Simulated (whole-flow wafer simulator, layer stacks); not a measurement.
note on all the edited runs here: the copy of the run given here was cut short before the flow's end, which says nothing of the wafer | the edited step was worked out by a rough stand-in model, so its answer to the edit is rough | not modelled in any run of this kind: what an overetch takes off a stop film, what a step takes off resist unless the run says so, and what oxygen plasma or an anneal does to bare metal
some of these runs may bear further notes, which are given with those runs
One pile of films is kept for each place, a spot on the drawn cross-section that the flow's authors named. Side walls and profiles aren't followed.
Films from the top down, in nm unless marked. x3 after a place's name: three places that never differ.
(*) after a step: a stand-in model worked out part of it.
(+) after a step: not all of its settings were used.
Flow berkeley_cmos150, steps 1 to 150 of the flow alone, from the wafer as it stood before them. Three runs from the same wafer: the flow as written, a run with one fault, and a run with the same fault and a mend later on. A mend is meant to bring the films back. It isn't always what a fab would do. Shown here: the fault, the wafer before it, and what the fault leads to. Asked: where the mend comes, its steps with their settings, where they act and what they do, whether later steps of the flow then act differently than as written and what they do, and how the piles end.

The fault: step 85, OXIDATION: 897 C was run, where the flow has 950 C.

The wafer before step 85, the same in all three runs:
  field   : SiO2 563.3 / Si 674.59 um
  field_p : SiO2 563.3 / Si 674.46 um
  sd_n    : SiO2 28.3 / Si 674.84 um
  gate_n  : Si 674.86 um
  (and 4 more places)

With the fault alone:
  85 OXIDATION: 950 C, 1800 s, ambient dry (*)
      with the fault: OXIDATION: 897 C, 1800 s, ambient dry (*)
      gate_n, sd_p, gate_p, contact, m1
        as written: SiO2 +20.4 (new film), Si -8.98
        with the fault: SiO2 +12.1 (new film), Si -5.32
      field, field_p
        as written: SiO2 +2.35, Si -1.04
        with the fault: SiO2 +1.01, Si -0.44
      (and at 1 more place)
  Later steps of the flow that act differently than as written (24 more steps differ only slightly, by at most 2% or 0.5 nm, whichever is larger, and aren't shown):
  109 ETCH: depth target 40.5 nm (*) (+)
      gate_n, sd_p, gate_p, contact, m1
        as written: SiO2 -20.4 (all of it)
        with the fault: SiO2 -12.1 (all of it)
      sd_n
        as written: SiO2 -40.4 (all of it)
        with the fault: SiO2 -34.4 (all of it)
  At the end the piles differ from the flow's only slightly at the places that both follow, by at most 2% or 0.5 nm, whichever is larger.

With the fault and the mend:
  The mend comes after step 94.
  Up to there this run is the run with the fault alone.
  94a STRIP (*) (+)
      field_p
        KrF resist -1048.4 (all of it)
      sd_p
        KrF resist -1275.5 (all of it)
      gate_p
        KrF resist -1250 (all of it)
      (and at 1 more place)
  94b CLEAN: chemistry SPM, 600 s (the flow's step 77 once more)
      changes no film at any place that is followed
  94c OXIDATION: 950 C, 907 s, ambient dry (*) (the flow's step 85 once more, with other settings)
      gate_n, sd_p, gate_p, contact, m1
        SiO2 +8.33, Si -3.66
      field, field_p
        SiO2 +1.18, Si -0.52
      sd_n
        SiO2 +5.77, Si -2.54
  94d HMDS (the flow's step 88 once more)
      changes no film at any place that is followed
  94e COAT: KrF resist, thickness 1100 nm (*) (the flow's step 89 once more)
      field
        KrF resist +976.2 (new film)
      field_p
        KrF resist +1087.8 (new film)
      sd_n
        KrF resist +1243 (new film)
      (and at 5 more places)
  94f SOFTBAKE: KrF resist (the flow's step 90 once more)
      changes no film at any place that is followed
  94g EXPOSE: photomask NWELL INV, NA 0.5, wavelength 248 nm (*) (the flow's step 91 once more)
      changes no film at any place that is followed
  94h PEB: KrF resist, 110 C, 90 s (the flow's step 92 once more)
      field
        KrF resist -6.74
      field_p
        KrF resist -7.53
      sd_n
        KrF resist -8.63
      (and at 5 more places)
  94i DEVELOP: KrF resist, thickness 1100 nm, developer developer-D-0.26N, 45 s (the flow's step 93 once more)
      field_p, sd_p, gate_p, m1
        KrF resist -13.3
      field
        KrF resist -969.5 (all of it)
      sd_n
        KrF resist -1234.4 (all of it)
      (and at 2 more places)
  94j HARDBAKE: 120 C, 7200 s (the flow's step 94 once more)
      field_p
        KrF resist -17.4
      sd_p
        KrF resist -21.4
      gate_p
        KrF resist -20.9
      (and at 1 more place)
  No later step of the flow acts differently than as written, at any place that is followed, by more than 2% or 0.5 nm, whichever is larger.
  At the end the piles differ from the flow's only slightly at the places that both follow, by at most 2% or 0.5 nm, whichever is larger.
